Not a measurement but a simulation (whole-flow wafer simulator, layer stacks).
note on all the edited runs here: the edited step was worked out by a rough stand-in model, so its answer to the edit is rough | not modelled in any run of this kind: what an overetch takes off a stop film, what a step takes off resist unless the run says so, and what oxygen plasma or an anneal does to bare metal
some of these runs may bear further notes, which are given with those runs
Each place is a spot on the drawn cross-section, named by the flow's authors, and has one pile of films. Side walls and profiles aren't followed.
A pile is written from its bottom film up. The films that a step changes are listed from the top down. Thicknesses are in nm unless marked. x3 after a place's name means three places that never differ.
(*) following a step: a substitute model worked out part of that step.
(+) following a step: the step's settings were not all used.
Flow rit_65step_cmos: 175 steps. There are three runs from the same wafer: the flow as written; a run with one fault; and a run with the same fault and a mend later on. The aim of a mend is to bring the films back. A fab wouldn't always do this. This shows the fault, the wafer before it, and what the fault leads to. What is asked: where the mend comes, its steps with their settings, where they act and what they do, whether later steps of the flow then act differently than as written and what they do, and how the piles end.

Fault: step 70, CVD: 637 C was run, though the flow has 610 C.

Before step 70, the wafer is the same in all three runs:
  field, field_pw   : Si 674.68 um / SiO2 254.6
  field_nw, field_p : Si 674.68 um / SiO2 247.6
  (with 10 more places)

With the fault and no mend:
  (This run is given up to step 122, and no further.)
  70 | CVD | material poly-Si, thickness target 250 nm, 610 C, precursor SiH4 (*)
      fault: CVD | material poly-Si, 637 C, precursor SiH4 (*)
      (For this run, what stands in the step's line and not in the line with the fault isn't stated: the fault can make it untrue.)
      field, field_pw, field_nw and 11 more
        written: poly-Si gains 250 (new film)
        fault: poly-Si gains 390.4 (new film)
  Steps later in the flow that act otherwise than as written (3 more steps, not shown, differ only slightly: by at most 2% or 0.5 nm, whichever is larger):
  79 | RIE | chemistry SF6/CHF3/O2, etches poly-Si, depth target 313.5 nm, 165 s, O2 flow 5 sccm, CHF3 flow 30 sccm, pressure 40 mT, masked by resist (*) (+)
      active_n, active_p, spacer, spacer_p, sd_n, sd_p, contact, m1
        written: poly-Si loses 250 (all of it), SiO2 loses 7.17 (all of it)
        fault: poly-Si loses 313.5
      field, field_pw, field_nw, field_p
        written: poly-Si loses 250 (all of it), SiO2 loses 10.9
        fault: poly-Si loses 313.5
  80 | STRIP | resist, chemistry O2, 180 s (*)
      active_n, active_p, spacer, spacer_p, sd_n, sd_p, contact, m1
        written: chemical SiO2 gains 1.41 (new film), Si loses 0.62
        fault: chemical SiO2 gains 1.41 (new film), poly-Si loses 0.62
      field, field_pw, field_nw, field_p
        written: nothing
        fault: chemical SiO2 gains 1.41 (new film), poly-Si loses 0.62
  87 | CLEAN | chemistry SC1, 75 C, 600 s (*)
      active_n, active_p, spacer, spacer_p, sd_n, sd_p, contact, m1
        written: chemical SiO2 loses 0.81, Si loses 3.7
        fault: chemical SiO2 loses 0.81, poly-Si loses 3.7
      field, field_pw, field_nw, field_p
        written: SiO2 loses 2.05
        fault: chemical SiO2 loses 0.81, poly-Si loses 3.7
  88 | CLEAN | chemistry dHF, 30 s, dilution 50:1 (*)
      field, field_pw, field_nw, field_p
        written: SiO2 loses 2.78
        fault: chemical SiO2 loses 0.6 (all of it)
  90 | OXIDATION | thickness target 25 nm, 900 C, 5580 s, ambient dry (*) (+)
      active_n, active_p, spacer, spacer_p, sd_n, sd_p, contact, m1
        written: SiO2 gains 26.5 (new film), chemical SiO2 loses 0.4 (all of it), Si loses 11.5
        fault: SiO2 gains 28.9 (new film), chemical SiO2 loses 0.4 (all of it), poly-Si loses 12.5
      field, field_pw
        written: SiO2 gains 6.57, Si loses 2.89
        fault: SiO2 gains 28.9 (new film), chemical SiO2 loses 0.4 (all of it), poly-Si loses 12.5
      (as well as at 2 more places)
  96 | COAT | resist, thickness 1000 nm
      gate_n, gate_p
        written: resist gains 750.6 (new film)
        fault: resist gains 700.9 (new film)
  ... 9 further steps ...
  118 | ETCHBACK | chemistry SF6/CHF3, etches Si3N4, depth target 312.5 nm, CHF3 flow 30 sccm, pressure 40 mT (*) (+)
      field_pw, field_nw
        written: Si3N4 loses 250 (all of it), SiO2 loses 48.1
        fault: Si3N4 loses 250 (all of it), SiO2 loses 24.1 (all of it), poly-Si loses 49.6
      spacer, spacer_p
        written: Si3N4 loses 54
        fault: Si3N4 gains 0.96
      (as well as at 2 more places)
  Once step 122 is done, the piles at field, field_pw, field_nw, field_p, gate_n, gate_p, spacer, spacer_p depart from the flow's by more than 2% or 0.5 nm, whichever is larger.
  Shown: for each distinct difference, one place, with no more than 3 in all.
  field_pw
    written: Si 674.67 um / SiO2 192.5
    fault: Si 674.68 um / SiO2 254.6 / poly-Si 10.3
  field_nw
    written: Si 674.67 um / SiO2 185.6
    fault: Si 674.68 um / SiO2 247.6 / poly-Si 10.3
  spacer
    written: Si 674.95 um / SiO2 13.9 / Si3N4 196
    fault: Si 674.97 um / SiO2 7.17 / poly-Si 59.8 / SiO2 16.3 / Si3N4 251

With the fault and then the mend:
  The mend stands after step 71.
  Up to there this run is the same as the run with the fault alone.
  71a | ETCH | chemistry tmah, depth target 140.4 nm
      field, field_pw, field_nw and 11 more
        poly-Si loses 140.4
  Every later step of the flow that is run acts as written, at every place that is followed, to within 2% or 0.5 nm, whichever is larger.
  At every place that both follow, the piles at the end match the flow's.
